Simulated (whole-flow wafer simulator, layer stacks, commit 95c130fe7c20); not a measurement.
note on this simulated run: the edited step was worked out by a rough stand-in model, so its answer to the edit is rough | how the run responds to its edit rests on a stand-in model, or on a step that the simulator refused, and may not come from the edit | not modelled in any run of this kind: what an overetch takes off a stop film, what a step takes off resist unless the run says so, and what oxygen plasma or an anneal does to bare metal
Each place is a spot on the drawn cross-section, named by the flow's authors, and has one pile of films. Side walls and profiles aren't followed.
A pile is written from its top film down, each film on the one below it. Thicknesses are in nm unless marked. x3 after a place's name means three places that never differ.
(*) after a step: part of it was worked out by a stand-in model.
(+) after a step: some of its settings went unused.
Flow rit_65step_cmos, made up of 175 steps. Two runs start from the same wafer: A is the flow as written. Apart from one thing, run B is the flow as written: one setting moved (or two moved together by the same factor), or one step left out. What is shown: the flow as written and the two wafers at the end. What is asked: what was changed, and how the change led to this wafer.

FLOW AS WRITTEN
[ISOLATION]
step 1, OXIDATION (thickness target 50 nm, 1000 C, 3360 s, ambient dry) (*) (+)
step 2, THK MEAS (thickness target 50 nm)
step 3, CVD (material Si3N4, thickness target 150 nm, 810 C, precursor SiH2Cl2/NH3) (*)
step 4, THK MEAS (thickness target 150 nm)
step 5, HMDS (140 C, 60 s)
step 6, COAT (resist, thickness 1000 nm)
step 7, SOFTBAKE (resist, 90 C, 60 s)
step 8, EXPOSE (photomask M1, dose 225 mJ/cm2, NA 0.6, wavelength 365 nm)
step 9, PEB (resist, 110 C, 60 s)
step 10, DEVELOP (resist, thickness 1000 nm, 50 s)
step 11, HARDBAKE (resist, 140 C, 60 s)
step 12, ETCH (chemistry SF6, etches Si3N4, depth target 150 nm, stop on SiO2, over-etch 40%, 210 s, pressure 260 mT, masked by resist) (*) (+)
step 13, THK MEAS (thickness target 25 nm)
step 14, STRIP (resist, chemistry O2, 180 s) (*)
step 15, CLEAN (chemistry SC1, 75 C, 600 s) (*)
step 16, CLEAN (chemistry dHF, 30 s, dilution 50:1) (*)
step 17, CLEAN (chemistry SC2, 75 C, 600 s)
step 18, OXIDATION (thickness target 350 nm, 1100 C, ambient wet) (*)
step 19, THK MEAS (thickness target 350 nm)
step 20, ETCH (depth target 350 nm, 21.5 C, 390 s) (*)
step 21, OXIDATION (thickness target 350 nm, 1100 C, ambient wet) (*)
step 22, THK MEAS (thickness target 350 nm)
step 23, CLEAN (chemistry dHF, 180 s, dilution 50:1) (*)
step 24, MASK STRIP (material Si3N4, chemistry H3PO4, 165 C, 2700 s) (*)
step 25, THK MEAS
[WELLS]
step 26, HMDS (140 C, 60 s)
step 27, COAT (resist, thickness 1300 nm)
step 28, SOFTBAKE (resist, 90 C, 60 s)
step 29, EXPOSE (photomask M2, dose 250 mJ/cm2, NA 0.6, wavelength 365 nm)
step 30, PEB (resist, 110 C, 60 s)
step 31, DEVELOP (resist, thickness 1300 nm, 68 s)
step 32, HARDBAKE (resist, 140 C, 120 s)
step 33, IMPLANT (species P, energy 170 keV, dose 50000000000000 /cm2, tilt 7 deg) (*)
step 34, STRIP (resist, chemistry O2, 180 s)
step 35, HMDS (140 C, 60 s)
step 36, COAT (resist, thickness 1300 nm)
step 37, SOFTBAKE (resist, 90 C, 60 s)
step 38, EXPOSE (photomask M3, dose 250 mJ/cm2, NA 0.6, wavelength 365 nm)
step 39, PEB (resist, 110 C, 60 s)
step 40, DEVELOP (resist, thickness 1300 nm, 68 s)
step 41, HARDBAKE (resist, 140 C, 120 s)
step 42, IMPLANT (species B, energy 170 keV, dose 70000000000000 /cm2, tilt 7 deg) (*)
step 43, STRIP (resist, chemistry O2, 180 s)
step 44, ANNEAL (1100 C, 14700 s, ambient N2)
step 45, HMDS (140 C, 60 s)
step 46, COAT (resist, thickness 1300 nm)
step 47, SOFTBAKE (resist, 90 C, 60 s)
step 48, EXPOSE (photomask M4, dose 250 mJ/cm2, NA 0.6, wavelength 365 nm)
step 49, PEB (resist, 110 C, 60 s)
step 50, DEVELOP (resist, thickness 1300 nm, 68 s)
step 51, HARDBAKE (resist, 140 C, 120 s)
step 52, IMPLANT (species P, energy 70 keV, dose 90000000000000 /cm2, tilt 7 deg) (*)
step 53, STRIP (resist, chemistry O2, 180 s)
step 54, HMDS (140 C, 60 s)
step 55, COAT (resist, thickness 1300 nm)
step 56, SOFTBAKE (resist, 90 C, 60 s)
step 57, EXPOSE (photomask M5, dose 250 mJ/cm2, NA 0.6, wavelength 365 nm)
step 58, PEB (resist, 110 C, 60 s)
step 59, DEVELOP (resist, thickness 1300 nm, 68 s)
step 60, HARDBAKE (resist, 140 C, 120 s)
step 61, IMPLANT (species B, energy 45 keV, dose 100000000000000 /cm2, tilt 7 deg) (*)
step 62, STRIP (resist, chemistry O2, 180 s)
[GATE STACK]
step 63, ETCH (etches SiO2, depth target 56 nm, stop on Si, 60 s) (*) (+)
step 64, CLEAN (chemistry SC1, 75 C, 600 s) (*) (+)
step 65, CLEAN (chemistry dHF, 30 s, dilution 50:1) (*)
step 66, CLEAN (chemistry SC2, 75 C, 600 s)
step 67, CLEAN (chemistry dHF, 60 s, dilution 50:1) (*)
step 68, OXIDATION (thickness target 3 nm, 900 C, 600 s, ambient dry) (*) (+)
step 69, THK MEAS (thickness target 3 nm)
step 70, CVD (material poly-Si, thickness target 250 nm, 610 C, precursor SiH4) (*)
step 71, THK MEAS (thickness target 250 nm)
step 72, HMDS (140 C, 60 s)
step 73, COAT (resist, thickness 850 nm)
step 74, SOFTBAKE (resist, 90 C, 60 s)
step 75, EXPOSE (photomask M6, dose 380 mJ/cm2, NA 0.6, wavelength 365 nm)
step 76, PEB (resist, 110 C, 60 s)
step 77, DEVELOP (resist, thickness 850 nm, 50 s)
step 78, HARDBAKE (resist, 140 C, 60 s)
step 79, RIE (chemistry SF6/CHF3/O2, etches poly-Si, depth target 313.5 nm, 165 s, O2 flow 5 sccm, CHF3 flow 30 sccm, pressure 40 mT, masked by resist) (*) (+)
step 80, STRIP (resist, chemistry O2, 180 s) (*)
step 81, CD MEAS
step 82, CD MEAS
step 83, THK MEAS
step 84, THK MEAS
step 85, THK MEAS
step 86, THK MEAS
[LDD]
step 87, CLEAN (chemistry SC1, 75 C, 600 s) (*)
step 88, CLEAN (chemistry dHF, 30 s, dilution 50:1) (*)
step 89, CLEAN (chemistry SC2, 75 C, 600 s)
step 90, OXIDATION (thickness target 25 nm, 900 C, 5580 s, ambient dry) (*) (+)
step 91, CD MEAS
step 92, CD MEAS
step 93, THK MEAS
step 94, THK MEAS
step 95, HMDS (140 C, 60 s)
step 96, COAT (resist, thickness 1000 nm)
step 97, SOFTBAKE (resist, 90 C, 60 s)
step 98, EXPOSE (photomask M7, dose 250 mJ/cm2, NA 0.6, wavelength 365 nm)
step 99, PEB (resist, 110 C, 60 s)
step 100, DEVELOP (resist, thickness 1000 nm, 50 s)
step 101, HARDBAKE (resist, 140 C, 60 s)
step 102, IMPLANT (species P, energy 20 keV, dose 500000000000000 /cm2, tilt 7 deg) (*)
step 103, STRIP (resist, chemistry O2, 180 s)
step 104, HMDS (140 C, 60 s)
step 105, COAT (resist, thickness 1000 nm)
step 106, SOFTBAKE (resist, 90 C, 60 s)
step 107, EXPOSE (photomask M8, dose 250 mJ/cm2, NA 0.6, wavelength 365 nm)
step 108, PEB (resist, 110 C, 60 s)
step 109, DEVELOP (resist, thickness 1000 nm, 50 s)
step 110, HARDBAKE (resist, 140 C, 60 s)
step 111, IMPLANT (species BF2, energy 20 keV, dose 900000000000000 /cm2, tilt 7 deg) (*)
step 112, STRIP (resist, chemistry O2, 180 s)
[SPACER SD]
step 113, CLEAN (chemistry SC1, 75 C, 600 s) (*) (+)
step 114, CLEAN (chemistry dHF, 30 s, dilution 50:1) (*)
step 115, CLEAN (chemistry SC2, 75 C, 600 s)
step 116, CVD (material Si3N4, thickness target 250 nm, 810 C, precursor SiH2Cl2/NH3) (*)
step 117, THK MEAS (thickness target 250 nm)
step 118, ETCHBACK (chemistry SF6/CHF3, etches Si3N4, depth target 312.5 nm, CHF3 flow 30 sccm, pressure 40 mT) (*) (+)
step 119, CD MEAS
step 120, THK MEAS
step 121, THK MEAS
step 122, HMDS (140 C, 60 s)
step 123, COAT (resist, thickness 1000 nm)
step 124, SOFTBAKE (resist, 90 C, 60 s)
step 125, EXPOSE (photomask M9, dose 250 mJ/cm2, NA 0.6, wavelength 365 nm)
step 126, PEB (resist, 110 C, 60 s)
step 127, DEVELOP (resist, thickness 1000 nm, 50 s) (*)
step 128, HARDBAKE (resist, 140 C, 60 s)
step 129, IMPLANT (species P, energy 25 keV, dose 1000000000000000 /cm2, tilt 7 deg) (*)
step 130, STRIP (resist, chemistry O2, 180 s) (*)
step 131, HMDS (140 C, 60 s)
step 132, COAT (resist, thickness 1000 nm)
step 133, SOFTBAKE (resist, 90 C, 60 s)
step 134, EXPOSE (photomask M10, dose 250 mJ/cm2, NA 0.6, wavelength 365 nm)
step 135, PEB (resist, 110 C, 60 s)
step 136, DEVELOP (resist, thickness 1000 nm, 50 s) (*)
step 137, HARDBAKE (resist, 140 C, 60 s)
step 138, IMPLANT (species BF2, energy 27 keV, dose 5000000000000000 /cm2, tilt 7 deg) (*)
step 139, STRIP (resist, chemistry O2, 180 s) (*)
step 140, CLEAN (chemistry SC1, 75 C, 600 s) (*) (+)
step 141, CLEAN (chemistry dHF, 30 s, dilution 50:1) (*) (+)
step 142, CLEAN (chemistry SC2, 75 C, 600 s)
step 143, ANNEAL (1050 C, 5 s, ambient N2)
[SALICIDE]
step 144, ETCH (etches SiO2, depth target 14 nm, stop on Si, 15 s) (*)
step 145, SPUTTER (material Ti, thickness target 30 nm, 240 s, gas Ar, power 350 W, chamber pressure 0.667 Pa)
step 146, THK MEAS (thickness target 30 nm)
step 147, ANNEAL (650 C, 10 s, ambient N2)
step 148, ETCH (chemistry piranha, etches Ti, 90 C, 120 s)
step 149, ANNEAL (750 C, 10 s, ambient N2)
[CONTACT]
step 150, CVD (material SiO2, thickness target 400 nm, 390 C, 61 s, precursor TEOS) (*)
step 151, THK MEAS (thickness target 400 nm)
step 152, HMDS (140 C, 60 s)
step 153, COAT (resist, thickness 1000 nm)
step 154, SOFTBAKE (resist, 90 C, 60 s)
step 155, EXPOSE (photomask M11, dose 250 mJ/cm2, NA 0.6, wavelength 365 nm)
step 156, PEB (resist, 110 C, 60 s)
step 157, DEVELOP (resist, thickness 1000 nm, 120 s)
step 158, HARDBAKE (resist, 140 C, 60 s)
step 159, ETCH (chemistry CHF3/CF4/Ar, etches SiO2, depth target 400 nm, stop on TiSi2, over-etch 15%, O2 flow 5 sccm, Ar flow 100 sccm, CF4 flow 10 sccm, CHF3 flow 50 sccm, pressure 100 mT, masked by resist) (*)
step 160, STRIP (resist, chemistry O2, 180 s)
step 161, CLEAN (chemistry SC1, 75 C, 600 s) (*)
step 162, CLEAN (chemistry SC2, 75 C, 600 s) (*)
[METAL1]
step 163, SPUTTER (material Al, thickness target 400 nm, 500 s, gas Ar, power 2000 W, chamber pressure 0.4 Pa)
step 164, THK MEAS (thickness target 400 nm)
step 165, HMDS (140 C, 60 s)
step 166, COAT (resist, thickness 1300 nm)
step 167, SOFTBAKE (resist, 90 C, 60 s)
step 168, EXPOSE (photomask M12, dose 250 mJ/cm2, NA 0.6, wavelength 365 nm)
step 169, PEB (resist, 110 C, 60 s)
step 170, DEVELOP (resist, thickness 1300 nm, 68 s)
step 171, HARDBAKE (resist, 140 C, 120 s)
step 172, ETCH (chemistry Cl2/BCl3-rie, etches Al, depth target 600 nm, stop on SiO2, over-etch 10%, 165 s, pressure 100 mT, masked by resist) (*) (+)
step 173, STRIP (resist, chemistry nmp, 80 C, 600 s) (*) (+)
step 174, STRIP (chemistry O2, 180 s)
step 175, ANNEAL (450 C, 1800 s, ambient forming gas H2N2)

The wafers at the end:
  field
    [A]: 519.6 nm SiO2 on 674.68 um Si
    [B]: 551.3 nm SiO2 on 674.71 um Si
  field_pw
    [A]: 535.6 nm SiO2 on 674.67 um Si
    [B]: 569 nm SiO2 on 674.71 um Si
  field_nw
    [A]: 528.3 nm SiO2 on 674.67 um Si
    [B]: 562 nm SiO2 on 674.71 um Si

Cause: step 20, ETCH: 254 s was run, though the flow has 390 s.

The path from the change to this, step by step:
  step 20, ETCH (depth target 350 nm, 21.5 C, 390 s) (*)
      field, field_p: A -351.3 SiO2 (all of it), -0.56 Si | B -248.1 SiO2
      field_pw, field_nw: A -355.4 SiO2 (all of it), -0.49 Si | B -248.1 SiO2
      (and at 10 other places as well)
  step 21, OXIDATION (thickness target 350 nm, 1100 C, ambient wet) (*)
      field, field_p: A +350 SiO2 (new film), -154 Si | B +279 SiO2, -122.8 Si
      field_pw, field_nw: A +350 SiO2 (new film), -154 Si | B +276.6 SiO2, -121.7 Si
  step 27, COAT (resist, thickness 1300 nm)
      field_pw, field_nw: A +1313 resist (new film) | B +1276.5 resist (new film)
      field: A +1315.7 resist (new film) | B +1268.8 resist (new film)
      (and at 1 other place as well)
  step 30, PEB (resist, 110 C, 60 s)
      field, field_p: A -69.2 resist | B -66.7 resist
      field_pw, field_nw: A -69.1 resist | B -67.1 resist
  step 31, DEVELOP (resist, thickness 1300 nm, 68 s)
      field_nw: A -1243.9 resist (all of it) | B -1209.3 resist (all of it)
      field_p: A -1246.4 resist (all of it) | B -1202.1 resist (all of it)
  step 32, HARDBAKE (resist, 140 C, 120 s)
      field: A -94 resist | B -90.6 resist
      field_pw: A -93.8 resist | B -91.2 resist
  step 34, STRIP (resist, chemistry O2, 180 s)
      field: A -1152.5 resist (all of it) | B -1111.4 resist (all of it)
      field_pw: A -1150.2 resist (all of it) | B -1118.2 resist (all of it)
  step 36, COAT (resist, thickness 1300 nm)
      field_pw, field_nw: A +1313 resist (new film) | B +1276.5 resist (new film)
      field: A +1315.7 resist (new film) | B +1268.8 resist (new film)
      (and at 1 other place as well)
  step 39, PEB (resist, 110 C, 60 s)
      field, field_p: A -69.2 resist | B -66.7 resist
      field_pw, field_nw: A -69.1 resist | B -67.1 resist
  step 40, DEVELOP (resist, thickness 1300 nm, 68 s)
      field: A -1246.5 resist (all of it) | B -1202 resist (all of it)
      field_pw: A -1243.9 resist (all of it) | B -1209.3 resist (all of it)
  step 41, HARDBAKE (resist, 140 C, 120 s)
      field_nw: A -93.8 resist | B -91.2 resist
      field_p: A -94 resist | B -90.6 resist
  step 43, STRIP (resist, chemistry O2, 180 s)
      field_nw: A -1150.2 resist (all of it) | B -1118.2 resist (all of it)
      field_p: A -1152.5 resist (all of it) | B -1111.5 resist (all of it)
  step 46, COAT (resist, thickness 1300 nm)
      field_pw, field_nw: A +1313 resist (new film) | B +1276.5 resist (new film)
      field: A +1315.7 resist (new film) | B +1268.8 resist (new film)
      (and at 1 other place as well)
  step 49, PEB (resist, 110 C, 60 s)
      field, field_p: A -69.2 resist | B -66.7 resist
      field_pw, field_nw: A -69.1 resist | B -67.1 resist
  step 50, DEVELOP (resist, thickness 1300 nm, 68 s)
      field_nw: A -1243.9 resist (all of it) | B -1209.3 resist (all of it)
      field_p: A -1246.4 resist (all of it) | B -1202.1 resist (all of it)
  step 51, HARDBAKE (resist, 140 C, 120 s)
      field: A -94 resist | B -90.6 resist
      field_pw: A -93.8 resist | B -91.2 resist
  ... 36 further steps ...
  step 170, DEVELOP (resist, thickness 1300 nm, 68 s)
      field: A -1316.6 resist (all of it) | B -1268.6 resist (all of it)
      field_pw: A -1285.5 resist (all of it) | B -1249.8 resist (all of it)
      (and at 2 other places as well)
